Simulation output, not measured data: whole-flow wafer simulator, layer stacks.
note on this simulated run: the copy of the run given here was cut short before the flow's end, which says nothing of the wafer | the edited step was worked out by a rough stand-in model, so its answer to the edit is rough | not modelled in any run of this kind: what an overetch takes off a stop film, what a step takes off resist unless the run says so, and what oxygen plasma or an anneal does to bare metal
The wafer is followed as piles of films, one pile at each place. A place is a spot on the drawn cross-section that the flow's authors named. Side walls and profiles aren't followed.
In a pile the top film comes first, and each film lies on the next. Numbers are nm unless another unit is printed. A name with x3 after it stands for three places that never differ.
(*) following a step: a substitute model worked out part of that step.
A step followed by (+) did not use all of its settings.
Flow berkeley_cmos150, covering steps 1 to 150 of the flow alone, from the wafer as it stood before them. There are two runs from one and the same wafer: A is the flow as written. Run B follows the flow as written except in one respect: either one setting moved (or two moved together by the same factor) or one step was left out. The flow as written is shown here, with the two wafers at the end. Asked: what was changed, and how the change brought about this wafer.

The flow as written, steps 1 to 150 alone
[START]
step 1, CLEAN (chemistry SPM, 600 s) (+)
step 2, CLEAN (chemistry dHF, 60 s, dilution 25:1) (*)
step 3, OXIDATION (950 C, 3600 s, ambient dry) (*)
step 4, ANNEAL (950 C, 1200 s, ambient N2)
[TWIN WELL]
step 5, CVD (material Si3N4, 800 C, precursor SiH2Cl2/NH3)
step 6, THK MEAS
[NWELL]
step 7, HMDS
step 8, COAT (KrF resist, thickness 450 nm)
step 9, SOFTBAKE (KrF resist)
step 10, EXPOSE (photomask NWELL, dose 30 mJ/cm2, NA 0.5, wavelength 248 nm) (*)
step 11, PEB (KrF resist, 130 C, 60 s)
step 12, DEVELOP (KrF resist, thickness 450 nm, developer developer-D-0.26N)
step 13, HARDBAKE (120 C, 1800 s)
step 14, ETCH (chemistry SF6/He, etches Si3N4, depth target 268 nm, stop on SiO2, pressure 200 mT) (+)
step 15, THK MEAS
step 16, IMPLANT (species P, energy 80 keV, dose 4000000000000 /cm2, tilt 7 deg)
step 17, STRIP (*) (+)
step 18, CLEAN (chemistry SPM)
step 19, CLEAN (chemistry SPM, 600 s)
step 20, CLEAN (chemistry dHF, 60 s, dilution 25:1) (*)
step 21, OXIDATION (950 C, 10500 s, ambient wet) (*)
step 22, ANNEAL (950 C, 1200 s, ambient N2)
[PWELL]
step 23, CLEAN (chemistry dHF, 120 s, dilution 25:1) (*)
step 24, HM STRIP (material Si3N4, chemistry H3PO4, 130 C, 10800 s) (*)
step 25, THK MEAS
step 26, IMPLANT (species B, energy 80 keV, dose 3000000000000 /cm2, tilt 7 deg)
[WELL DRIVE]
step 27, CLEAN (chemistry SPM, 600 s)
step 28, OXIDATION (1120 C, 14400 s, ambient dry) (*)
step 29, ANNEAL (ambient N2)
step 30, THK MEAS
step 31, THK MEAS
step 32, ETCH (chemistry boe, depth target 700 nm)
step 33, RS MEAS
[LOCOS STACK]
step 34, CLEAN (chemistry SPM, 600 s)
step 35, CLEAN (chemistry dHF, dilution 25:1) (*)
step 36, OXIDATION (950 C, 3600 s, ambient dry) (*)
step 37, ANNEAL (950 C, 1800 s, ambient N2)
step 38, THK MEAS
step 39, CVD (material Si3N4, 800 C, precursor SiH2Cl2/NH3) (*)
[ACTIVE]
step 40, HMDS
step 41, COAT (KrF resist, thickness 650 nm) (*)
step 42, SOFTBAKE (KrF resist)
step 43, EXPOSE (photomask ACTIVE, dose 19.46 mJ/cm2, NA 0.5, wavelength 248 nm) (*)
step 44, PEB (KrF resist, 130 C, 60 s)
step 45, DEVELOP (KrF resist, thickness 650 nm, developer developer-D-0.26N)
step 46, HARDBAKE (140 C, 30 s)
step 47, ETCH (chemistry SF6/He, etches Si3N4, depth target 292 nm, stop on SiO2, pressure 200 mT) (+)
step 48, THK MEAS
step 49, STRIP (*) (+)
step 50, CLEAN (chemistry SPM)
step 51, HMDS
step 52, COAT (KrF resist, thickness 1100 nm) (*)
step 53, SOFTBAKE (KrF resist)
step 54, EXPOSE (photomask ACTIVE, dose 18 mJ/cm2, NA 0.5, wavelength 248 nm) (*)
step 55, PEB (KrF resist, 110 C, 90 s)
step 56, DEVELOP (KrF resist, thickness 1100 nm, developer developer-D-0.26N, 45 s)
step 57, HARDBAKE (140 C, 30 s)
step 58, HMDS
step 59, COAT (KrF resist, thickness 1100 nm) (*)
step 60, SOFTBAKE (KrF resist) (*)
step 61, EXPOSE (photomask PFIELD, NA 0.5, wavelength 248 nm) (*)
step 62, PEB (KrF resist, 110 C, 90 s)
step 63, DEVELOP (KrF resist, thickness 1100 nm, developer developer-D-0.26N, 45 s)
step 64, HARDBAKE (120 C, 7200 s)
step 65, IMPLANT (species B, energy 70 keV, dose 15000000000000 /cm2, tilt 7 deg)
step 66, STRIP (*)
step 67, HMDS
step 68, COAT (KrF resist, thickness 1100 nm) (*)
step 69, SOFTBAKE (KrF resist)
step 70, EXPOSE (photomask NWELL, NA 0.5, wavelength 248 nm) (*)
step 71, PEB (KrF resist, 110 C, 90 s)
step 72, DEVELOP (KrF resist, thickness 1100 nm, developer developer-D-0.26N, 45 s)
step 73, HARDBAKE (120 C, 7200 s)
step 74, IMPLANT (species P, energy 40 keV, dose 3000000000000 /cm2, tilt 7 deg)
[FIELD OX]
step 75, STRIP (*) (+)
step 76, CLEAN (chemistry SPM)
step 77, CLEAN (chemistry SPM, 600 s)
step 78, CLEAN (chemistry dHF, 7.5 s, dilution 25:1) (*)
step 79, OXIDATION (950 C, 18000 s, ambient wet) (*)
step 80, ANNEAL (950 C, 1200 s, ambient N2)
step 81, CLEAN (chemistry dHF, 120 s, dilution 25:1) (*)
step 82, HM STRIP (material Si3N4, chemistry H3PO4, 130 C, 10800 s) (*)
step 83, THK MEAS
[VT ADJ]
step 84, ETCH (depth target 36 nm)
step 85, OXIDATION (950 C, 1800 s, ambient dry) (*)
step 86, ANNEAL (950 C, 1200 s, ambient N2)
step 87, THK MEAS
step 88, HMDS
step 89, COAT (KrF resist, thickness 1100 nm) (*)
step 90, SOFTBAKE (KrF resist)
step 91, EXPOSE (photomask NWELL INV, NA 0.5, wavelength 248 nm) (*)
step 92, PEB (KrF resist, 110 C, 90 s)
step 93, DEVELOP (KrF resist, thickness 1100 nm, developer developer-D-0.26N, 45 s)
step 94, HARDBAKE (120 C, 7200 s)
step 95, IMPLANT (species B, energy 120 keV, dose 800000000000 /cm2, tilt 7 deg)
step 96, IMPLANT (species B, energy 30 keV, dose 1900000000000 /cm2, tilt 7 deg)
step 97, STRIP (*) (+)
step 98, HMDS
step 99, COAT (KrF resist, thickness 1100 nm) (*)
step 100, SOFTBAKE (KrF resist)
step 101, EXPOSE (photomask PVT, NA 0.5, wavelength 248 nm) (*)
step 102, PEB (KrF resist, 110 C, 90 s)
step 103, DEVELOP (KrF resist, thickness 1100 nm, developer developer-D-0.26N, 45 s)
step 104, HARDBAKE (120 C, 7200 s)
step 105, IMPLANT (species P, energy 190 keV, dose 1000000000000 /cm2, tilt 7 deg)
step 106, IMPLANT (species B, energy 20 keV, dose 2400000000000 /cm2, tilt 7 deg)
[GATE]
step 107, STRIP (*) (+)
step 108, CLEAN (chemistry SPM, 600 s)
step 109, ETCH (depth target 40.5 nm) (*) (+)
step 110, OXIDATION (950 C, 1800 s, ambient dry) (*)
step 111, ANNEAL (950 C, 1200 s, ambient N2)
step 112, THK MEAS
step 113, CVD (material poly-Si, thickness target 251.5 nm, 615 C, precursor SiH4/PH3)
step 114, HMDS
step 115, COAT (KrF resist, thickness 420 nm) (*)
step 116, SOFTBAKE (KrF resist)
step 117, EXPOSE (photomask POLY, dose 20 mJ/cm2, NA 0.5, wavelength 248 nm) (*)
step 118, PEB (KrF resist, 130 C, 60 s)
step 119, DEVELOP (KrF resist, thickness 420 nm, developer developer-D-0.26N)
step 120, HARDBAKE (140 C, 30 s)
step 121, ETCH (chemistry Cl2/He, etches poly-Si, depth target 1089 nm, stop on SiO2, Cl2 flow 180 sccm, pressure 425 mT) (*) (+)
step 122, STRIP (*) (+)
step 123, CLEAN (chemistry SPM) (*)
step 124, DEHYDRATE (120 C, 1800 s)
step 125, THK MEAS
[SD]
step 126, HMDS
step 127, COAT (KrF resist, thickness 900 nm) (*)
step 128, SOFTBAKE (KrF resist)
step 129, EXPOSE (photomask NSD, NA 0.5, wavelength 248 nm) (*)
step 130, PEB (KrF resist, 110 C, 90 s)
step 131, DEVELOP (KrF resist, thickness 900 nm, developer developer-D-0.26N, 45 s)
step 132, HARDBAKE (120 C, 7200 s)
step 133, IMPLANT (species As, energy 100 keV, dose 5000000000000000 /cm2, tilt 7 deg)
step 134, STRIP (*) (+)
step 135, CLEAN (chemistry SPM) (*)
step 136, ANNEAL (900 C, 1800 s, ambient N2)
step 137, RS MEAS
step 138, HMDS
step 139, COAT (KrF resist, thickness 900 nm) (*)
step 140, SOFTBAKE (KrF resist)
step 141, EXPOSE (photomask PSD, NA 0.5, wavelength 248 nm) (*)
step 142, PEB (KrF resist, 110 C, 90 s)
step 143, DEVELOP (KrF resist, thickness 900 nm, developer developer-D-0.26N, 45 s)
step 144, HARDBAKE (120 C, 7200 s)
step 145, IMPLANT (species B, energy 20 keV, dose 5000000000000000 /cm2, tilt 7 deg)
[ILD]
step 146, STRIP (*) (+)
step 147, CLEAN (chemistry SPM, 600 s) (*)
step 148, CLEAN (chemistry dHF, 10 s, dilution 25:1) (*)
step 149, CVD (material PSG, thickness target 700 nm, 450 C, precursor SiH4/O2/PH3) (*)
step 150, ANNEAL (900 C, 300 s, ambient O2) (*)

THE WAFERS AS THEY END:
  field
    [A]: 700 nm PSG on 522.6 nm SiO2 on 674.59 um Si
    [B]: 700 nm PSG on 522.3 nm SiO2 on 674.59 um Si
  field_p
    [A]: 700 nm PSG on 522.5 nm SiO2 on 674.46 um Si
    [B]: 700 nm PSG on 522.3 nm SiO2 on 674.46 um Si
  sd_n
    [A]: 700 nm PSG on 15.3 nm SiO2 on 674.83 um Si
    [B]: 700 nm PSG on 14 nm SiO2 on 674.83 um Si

The reason: step 110, OXIDATION: 1620 s was run, whereas the flow has 1800 s.

How this came from the change, step by step:
  step 110, OXIDATION (950 C, 1800 s, ambient dry) (*)
      sd_n, gate_n, sd_p, gate_p, m1: A SiO2 gains 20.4 (new film), Si loses 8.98 | B SiO2 gains 19.1 (new film), Si loses 8.43
      contact: A SiO2 gains 20.4 (new film), Si loses 8.98 | B SiO2 gains 19.1 (new film), Si loses 8.42
